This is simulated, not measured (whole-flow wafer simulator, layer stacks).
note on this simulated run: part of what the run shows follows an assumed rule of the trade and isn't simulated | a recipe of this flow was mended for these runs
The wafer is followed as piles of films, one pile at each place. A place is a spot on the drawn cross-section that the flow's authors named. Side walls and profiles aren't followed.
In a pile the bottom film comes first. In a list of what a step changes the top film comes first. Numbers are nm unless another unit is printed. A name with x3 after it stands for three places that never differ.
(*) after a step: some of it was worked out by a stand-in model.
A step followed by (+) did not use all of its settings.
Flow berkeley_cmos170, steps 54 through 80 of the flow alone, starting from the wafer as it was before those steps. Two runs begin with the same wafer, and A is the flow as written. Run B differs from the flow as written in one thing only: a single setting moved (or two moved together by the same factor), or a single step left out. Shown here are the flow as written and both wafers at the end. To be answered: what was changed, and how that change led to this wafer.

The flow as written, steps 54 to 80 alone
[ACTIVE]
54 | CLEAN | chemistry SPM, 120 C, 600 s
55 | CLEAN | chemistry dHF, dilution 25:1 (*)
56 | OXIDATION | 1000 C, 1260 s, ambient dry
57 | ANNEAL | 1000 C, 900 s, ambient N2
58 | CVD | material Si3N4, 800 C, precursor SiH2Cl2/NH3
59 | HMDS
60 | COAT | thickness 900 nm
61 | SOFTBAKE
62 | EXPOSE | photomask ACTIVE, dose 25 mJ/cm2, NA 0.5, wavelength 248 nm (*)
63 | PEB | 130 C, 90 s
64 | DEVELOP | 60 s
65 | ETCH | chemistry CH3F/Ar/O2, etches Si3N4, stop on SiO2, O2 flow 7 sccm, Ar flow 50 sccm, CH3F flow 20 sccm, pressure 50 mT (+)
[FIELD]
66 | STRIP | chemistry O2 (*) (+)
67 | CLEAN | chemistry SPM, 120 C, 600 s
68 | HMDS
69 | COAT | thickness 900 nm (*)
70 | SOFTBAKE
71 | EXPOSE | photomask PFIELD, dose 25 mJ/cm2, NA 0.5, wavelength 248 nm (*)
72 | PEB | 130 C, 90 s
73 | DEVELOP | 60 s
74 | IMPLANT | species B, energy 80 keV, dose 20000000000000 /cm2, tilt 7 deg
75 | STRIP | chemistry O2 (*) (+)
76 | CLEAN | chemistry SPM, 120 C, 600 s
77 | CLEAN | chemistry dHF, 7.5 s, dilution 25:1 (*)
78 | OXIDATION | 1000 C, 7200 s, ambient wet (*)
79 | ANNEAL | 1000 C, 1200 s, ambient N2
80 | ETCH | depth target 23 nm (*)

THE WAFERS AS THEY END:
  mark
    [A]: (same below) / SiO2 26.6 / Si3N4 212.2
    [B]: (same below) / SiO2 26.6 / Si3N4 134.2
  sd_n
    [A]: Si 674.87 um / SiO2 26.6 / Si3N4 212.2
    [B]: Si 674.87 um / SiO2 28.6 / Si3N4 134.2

Cause: step 58, CVD: 765 C was run, while the flow as written has 800 C.

Step by step, how the change led to this:
  58 | CVD | material Si3N4, 800 C, precursor SiH2Cl2/NH3
      field, mark, sd_n and 10 more: A +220 Si3N4 (new film) | B +142 Si3N4 (new film)
  65 | ETCH | chemistry CH3F/Ar/O2, etches Si3N4, stop on SiO2, O2 flow 7 sccm, Ar flow 50 sccm, CH3F flow 20 sccm, pressure 50 mT (+)
      mark, sd_n, spacer_n and 9 more: A -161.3 KrF-resist | B -109.3 KrF-resist
      field: A -220 Si3N4 (all of it), -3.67 SiO2 | B -142 Si3N4 (all of it), -3.67 SiO2
  66 | STRIP | chemistry O2 (*) (+)
      mark, sd_n, spacer_n and 9 more: A -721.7 KrF-resist (all of it) | B -773.7 KrF-resist (all of it)
  69 | COAT | thickness 900 nm (*)
      field: A +957.2 KrF-resist (new film) | B +936.8 KrF-resist (new film)
      sd_n: A +784.1 KrF-resist (new film) | B +823.1 KrF-resist (new film)
      (also at 10 further places)
  73 | DEVELOP | 60 s
      field: A -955 KrF-resist (all of it) | B -934.7 KrF-resist (all of it)
  75 | STRIP | chemistry O2 (*) (+)
      sd_n: A -767.4 KrF-resist (all of it) | B -806.3 KrF-resist (all of it)
      spacer_n: A -803.4 KrF-resist (all of it) | B -830.3 KrF-resist (all of it)
      (also at 9 further places)
  78 | OXIDATION | 1000 C, 7200 s, ambient wet (*)
      sd_n, sd_p: A +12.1 SiO2 (new film), -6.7 Si3N4, +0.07 SiO2, -0.07 Si | B +12.1 SiO2 (new film), -6.7 Si3N4, +2.04 SiO2, -0.89 Si
